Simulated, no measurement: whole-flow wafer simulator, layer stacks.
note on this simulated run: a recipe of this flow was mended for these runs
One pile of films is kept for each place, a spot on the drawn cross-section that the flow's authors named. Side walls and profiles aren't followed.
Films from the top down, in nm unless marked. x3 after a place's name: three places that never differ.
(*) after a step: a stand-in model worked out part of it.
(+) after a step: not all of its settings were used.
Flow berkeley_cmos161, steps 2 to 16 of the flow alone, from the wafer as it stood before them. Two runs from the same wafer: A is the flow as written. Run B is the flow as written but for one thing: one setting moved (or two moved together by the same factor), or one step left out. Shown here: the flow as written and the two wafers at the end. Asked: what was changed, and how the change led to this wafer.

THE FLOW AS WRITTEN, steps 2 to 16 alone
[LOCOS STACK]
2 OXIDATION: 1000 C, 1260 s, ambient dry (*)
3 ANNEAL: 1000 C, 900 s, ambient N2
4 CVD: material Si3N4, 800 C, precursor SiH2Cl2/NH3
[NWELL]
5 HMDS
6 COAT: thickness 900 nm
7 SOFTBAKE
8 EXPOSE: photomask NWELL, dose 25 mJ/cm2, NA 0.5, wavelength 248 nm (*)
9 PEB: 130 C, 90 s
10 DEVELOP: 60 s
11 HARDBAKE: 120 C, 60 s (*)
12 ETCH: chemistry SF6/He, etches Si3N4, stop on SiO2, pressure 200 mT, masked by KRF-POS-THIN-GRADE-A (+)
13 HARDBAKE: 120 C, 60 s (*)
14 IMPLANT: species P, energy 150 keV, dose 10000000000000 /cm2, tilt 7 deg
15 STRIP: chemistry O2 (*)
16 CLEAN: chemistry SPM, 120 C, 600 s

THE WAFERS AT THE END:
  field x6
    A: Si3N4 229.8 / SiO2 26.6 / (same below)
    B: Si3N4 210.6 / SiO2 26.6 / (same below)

The cause: step 4, CVD: 792 C was run, where the flow has 800 C.

How the change led to this, step by step:
  4 CVD: material Si3N4, 800 C, precursor SiH2Cl2/NH3
      field x6, sd_p x3: A Si3N4 +229.8 (new film) | B Si3N4 +210.6 (new film)
  12 ETCH: chemistry SF6/He, etches Si3N4, stop on SiO2, pressure 200 mT, masked by KRF-POS-THIN-GRADE-A (+)
      field x6: A KrF-resist -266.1 | B KrF-resist -245.2
      sd_p x3: A Si3N4 -229.8 (all of it), SiO2 -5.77 | B Si3N4 -210.6 (all of it), SiO2 -5.77
  15 STRIP: chemistry O2 (*)
      field x6: A KrF-resist -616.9 (all of it) | B KrF-resist -637.8 (all of it)
